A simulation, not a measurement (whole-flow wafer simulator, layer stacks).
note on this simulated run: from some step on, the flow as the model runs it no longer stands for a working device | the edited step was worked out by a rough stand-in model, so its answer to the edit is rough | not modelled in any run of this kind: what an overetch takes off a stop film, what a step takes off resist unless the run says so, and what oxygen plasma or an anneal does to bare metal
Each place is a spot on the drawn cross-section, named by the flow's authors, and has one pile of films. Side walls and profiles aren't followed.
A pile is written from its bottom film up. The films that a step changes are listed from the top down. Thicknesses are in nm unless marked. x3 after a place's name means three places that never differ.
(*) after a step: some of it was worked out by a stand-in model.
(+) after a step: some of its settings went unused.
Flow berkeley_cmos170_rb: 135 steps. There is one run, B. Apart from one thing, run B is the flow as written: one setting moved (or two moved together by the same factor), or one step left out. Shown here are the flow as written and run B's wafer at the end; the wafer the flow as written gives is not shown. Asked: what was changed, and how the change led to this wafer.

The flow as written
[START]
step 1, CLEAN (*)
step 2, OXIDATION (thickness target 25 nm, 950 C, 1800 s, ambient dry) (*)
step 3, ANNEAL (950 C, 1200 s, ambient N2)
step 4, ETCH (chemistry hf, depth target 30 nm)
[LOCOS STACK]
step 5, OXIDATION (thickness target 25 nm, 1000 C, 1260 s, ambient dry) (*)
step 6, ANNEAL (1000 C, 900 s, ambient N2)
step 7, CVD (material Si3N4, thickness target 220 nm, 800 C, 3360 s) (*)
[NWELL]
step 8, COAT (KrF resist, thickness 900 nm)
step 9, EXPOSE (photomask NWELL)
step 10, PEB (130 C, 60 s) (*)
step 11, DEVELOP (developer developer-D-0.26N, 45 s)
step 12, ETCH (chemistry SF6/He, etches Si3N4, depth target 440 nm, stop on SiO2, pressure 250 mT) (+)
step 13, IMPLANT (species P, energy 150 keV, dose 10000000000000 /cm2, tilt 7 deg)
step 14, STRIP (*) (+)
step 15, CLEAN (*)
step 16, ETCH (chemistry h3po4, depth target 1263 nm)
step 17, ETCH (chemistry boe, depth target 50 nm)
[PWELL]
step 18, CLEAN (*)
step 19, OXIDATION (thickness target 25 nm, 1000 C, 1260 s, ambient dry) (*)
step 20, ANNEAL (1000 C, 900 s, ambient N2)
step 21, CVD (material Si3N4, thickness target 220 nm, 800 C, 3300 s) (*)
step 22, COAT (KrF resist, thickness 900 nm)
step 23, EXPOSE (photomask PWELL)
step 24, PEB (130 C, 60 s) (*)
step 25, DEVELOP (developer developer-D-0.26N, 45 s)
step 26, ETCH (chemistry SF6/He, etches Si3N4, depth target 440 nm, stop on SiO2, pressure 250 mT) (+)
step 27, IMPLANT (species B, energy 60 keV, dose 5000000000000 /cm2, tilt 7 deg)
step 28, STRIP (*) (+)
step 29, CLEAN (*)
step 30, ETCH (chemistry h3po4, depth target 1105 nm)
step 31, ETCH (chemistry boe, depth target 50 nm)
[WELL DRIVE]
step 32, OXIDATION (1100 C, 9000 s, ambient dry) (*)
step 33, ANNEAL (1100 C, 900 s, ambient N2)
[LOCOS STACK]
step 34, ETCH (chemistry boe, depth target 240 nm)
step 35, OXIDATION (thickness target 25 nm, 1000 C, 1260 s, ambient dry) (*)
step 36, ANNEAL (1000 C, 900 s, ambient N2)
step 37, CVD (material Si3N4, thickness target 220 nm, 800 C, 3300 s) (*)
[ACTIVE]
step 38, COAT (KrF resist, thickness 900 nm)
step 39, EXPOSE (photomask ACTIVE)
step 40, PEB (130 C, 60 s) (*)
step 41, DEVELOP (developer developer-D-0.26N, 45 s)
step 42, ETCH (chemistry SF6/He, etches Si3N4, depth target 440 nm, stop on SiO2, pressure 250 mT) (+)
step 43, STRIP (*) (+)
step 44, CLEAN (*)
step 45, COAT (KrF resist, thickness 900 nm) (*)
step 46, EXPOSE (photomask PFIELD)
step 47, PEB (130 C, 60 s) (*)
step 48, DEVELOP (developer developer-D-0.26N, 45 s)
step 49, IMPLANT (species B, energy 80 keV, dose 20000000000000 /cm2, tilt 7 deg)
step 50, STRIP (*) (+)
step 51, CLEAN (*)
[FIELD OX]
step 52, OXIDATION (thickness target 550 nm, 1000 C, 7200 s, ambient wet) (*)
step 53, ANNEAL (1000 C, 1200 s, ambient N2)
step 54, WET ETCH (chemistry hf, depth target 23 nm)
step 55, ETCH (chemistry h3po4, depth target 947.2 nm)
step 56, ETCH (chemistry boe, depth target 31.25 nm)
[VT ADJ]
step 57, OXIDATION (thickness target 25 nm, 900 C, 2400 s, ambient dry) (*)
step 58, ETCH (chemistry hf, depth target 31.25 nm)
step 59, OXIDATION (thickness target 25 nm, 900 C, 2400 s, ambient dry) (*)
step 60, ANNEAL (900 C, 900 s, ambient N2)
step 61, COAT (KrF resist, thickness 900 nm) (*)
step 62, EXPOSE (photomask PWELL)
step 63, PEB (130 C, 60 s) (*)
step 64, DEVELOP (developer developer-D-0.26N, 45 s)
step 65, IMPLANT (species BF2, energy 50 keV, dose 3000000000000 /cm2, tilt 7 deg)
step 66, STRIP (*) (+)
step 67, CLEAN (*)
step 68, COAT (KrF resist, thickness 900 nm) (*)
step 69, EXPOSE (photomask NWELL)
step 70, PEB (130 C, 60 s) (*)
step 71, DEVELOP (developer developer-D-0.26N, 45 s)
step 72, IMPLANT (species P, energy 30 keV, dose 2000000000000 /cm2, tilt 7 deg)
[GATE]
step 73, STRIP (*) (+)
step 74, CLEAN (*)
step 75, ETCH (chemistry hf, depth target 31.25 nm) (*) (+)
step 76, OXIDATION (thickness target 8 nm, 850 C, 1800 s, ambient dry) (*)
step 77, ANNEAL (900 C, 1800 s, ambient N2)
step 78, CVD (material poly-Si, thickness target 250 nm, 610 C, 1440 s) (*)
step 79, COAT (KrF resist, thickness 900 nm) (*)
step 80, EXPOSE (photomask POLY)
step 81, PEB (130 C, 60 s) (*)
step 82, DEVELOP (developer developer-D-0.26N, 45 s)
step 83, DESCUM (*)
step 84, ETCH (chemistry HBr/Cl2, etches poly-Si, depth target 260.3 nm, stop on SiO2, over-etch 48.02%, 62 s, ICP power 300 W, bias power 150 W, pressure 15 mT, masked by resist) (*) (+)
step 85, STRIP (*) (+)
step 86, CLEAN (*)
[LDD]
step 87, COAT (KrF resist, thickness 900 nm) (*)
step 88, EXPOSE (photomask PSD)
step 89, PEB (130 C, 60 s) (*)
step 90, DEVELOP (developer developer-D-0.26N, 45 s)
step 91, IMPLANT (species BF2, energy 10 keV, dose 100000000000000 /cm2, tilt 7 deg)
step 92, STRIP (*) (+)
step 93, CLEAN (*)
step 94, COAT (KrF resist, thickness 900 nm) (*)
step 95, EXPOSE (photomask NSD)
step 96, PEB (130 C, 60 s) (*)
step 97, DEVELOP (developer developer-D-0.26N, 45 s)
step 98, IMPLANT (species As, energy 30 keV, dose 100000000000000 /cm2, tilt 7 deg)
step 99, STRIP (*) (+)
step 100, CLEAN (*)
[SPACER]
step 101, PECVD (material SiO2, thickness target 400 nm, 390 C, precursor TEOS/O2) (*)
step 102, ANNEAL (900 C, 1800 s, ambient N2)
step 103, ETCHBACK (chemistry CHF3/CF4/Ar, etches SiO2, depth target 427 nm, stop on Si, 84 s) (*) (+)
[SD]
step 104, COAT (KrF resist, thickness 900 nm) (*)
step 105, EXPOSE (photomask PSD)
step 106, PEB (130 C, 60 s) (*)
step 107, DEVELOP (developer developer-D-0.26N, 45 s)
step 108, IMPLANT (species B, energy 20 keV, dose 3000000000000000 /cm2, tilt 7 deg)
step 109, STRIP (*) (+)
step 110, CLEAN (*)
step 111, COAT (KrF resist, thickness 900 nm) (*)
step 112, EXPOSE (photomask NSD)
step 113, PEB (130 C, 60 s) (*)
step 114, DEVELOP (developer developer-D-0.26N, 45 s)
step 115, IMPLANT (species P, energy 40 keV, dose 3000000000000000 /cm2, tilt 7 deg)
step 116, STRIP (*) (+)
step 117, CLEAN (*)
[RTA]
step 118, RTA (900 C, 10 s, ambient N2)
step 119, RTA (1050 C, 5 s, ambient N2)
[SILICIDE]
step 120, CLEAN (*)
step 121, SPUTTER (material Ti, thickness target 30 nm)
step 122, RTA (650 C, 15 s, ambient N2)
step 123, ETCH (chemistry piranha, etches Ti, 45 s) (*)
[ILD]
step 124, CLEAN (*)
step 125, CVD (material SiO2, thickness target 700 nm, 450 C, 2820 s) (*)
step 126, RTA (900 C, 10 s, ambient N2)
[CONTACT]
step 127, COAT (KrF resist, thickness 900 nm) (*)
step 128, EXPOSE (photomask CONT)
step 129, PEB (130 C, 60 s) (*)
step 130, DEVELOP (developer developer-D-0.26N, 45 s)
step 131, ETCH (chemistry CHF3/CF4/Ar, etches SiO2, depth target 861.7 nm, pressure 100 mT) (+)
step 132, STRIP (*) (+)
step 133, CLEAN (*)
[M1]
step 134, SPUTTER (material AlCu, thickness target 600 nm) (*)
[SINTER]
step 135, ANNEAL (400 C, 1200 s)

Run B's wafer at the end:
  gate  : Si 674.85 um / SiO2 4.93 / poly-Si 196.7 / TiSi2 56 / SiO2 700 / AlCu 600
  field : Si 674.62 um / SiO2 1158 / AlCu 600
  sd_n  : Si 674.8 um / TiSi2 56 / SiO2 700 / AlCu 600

The reason: step 76, OXIDATION: 808 C was run, though the flow has 850 C.

How this came from the change, step by step:
  step 76, OXIDATION (thickness target 8 nm, 850 C, 1800 s, ambient dry) (*)
      sd_n, spacer_n, gate, sd_p, spacer_p, gate_p, contact, m1: SiO2 gains 4.93 (new film), Si loses 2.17 (as written it would have been: SiO2 gains 7.53 (new film), Si loses 3.31)
